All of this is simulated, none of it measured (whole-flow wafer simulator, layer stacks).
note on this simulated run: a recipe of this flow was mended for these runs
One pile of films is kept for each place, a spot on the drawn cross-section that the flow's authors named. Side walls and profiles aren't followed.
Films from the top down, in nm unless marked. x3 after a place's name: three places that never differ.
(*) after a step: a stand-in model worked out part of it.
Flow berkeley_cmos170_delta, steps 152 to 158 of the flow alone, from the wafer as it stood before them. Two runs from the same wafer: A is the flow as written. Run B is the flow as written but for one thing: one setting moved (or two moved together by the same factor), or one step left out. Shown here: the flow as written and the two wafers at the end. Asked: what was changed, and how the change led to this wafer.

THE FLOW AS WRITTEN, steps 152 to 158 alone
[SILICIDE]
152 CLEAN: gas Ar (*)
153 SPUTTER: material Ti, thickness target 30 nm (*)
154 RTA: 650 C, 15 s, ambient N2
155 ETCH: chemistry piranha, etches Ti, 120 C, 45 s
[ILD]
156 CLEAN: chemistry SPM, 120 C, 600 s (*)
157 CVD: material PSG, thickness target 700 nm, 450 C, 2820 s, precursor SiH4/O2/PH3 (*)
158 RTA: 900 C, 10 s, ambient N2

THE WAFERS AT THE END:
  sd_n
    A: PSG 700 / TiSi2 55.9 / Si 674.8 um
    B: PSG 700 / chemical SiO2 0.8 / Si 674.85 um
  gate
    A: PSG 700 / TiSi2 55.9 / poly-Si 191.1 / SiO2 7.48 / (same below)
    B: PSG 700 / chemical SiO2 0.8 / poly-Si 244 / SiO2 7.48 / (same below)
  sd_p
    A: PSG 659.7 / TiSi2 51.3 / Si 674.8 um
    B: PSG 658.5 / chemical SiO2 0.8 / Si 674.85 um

The cause: step 154, RTA: 650 C, 15 s, ambient N2, was left out.

How the change led to this, step by step:
  155 ETCH: chemistry piranha, etches Ti, 120 C, 45 s
      sd_n, gate, gate_p, contact x2: A Ti -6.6 (all of it), TiSi first -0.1 | B Ti -30 (all of it)
      sd_p: A Ti -6.05 (all of it), TiSi first -0.1 | B Ti -27.5 (all of it)
  156 CLEAN: chemistry SPM, 120 C, 600 s (*)
      sd_n, sd_p, contact x2: A nothing | B chemical SiO2 +0.8 (new film), Si -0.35
      gate, gate_p: A nothing | B chemical SiO2 +0.8 (new film), poly-Si -0.35
  158 RTA: 900 C, 10 s, ambient N2
      sd_n, contact x2: A under 1 film: TiSi2 +55.9 (new film), TiSi first -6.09 (all of it), TiSi2 C49 -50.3 (all of it), Si -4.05 | B nothing
      gate, gate_p: A under 1 film: TiSi2 +55.9 (new film), TiSi first -6.09 (all of it), TiSi2 C49 -50.3 (all of it), poly-Si -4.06 | B nothing
      (and at 1 more place)
